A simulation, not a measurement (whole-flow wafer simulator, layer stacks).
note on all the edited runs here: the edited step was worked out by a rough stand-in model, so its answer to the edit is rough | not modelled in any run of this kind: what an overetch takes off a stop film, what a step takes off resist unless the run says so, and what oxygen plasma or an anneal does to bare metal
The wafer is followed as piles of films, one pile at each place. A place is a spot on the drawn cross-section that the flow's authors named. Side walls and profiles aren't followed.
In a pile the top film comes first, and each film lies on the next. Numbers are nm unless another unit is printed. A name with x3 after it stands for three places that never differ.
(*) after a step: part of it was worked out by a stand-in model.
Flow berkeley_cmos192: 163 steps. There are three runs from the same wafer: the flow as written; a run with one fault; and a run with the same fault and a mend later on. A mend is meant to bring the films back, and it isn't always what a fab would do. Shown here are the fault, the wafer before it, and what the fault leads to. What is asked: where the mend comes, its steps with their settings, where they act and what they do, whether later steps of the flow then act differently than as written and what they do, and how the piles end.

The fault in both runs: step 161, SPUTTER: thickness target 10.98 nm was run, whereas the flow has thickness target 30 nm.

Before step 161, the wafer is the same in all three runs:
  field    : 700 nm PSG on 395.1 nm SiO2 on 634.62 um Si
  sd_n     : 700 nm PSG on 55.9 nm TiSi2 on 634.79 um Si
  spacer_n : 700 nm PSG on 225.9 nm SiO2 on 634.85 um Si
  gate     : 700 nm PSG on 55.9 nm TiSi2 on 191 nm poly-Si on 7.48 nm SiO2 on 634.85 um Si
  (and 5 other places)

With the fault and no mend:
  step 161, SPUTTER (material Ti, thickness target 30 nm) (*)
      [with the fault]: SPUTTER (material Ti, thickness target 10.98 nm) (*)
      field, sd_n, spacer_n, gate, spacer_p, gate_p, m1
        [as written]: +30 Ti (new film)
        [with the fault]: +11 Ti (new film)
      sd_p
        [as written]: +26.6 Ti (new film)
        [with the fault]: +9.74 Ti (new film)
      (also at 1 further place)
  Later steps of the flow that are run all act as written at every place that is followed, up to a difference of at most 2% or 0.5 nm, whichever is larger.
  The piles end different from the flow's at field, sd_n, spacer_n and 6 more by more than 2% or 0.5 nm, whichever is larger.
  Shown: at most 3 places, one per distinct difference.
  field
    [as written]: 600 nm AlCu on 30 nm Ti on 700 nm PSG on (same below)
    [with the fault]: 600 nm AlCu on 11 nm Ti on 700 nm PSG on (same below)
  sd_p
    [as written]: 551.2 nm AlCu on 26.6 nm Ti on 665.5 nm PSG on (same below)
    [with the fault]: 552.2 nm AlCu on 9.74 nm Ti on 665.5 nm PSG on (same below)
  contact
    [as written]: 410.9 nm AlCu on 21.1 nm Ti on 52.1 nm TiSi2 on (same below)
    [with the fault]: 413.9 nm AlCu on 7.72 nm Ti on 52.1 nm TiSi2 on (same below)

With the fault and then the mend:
  The mend follows step 161.
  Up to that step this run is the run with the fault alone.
  step 161a, SPUTTER (material Ti, thickness target 19.51 nm) (*) (the flow's step 161 again, with other settings)
      field, sd_n, spacer_n, gate, spacer_p, gate_p, m1
        +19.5 Ti
      sd_p
        +17.3 Ti
      contact
        +13.7 Ti
  Later steps of the flow that are run all act as written at every place that is followed, up to a difference of at most 2% or 0.5 nm, whichever is larger.
  At the end the piles are close to the flow's at the places that both follow, differing by at most 2% or 0.5 nm, whichever is larger.
